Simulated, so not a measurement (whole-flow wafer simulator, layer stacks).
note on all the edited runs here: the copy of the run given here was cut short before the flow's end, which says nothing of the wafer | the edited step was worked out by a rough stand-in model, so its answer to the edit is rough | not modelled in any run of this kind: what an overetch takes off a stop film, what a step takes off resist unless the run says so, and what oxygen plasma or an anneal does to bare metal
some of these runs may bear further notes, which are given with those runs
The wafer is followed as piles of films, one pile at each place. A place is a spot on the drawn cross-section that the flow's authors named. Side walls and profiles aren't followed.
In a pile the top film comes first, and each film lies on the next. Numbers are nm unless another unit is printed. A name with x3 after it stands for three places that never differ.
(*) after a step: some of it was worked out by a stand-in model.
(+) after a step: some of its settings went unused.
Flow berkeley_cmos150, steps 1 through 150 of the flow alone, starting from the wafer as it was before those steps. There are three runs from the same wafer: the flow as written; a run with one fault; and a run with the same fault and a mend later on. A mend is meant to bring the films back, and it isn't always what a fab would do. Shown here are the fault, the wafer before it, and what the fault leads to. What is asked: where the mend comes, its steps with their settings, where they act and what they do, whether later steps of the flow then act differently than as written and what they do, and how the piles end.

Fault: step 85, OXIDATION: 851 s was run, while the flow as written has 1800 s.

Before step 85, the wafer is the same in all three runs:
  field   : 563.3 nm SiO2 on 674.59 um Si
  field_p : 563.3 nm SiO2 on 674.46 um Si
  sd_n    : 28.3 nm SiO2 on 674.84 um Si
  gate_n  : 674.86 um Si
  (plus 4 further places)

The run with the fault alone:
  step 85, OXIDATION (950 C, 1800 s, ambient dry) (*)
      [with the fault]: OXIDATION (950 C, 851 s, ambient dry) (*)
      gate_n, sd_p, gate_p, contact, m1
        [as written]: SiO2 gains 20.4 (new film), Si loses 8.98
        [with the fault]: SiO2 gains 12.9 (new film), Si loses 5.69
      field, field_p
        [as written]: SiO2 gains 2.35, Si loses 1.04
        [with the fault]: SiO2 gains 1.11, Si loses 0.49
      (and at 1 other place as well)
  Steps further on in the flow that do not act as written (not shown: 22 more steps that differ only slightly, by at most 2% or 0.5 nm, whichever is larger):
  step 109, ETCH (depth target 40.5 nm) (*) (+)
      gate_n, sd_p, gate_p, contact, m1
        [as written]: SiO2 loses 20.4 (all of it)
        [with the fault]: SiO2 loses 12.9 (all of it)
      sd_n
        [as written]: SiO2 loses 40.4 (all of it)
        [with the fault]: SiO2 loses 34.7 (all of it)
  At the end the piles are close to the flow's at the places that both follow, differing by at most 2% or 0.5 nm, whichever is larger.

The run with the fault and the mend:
  The mend follows step 94.
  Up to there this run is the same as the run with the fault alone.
  step 94a, STRIP (*) (+)
      field_p
        KrF resist loses 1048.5 (all of it)
      sd_p
        KrF resist loses 1275.3 (all of it)
      gate_p
        KrF resist loses 1249.8 (all of it)
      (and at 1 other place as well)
  step 94b, CLEAN (chemistry SPM, 600 s) (a further turn of the flow's step 77)
      alters no film at any place that is followed
  step 94c, OXIDATION (950 C, 840 s, ambient dry) (*) (a further turn of the flow's step 85, with different settings)
      gate_n, sd_p, gate_p, contact, m1
        SiO2 gains 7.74, Si loses 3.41
      field, field_p
        SiO2 gains 1.1, Si loses 0.48
      sd_n
        SiO2 gains 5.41, Si loses 2.38
  step 94d, HMDS (a further turn of the flow's step 88)
      alters no film at any place that is followed
  step 94e, COAT (KrF resist, thickness 1100 nm) (*) (a further turn of the flow's step 89)
      field
        KrF resist gains 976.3 (new film)
      field_p
        KrF resist gains 1087.8 (new film)
      sd_n
        KrF resist gains 1243.1 (new film)
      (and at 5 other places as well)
  step 94f, SOFTBAKE (KrF resist) (a further turn of the flow's step 90)
      alters no film at any place that is followed
  step 94g, EXPOSE (photomask NWELL INV, NA 0.5, wavelength 248 nm) (*) (a further turn of the flow's step 91)
      alters no film at any place that is followed
  step 94h, PEB (KrF resist, 110 C, 90 s) (a further turn of the flow's step 92)
      field
        KrF resist loses 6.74
      field_p
        KrF resist loses 7.53
      sd_n
        KrF resist loses 8.63
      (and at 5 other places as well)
  step 94i, DEVELOP (KrF resist, thickness 1100 nm, developer developer-D-0.26N, 45 s) (a further turn of the flow's step 93)
      field_p, sd_p, gate_p, m1
        KrF resist loses 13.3
      field
        KrF resist loses 969.5 (all of it)
      sd_n
        KrF resist loses 1234.5 (all of it)
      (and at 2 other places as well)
  step 94j, HARDBAKE (120 C, 7200 s) (a further turn of the flow's step 94)
      field_p
        KrF resist loses 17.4
      sd_p
        KrF resist loses 21.4
      gate_p
        KrF resist loses 20.9
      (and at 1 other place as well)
  Every later step of the flow that is run acts as written, at every place that is followed, to within 2% or 0.5 nm, whichever is larger.
  At the end the piles are close to the flow's at the places that both follow, differing by at most 2% or 0.5 nm, whichever is larger.
